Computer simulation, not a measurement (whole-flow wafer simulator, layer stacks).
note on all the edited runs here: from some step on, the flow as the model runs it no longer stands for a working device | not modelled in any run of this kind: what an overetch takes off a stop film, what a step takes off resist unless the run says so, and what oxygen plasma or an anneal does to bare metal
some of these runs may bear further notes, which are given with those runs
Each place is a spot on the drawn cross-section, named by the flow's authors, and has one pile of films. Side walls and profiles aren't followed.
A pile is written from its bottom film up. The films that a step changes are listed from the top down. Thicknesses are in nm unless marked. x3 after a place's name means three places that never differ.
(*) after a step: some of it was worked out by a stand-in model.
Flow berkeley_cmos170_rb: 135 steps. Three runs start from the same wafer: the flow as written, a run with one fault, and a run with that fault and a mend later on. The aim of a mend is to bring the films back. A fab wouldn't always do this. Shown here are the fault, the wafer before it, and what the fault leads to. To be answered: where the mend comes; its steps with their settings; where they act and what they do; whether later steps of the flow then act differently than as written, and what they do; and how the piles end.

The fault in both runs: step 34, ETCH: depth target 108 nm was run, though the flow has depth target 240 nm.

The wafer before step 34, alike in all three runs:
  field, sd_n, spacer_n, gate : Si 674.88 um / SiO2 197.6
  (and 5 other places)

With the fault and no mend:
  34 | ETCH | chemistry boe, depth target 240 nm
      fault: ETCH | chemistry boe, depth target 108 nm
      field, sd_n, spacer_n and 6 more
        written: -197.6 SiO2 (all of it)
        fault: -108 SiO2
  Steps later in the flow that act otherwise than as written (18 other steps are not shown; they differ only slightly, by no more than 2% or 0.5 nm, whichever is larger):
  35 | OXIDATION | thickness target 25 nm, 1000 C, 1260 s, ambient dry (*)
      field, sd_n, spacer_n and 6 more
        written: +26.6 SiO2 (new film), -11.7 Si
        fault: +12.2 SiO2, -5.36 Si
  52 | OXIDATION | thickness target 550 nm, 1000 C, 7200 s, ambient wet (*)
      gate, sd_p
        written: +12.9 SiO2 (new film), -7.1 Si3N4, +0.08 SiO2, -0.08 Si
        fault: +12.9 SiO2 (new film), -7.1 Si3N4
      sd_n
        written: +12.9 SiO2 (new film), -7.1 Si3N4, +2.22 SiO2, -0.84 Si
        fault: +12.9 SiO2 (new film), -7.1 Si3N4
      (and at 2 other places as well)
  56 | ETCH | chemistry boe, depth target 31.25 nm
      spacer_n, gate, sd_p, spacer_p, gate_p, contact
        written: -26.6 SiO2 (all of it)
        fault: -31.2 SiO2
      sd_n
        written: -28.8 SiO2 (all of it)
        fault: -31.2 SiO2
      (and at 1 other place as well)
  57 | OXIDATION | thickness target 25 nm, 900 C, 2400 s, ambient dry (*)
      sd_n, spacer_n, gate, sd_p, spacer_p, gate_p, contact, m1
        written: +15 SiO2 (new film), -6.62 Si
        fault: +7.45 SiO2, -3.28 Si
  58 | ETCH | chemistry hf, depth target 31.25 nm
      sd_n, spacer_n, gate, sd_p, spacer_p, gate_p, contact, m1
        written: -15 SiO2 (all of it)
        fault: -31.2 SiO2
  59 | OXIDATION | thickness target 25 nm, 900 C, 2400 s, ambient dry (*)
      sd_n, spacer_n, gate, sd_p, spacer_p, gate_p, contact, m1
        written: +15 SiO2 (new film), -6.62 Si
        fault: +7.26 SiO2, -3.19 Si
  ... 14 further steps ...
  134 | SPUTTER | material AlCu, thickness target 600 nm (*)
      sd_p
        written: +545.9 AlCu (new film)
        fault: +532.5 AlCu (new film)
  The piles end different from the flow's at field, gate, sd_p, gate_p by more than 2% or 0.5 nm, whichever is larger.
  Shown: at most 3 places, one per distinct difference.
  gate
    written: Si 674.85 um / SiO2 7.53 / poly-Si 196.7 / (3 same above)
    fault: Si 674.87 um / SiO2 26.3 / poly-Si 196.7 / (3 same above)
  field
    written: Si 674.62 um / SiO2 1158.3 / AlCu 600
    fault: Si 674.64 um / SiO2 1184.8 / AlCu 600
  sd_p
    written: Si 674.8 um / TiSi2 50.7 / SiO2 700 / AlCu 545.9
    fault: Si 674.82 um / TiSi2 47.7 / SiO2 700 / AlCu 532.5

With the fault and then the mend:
  The mend follows step 34.
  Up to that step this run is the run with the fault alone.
  34a | ETCH | chemistry boe, depth target 132 nm (a further turn of the flow's step 34, with different settings)
      field, sd_n, spacer_n and 6 more
        -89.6 SiO2 (all of it)
  Every later step of the flow that is run acts as written at every place that is followed.
  At every place that both follow, the piles at the end match the flow's.
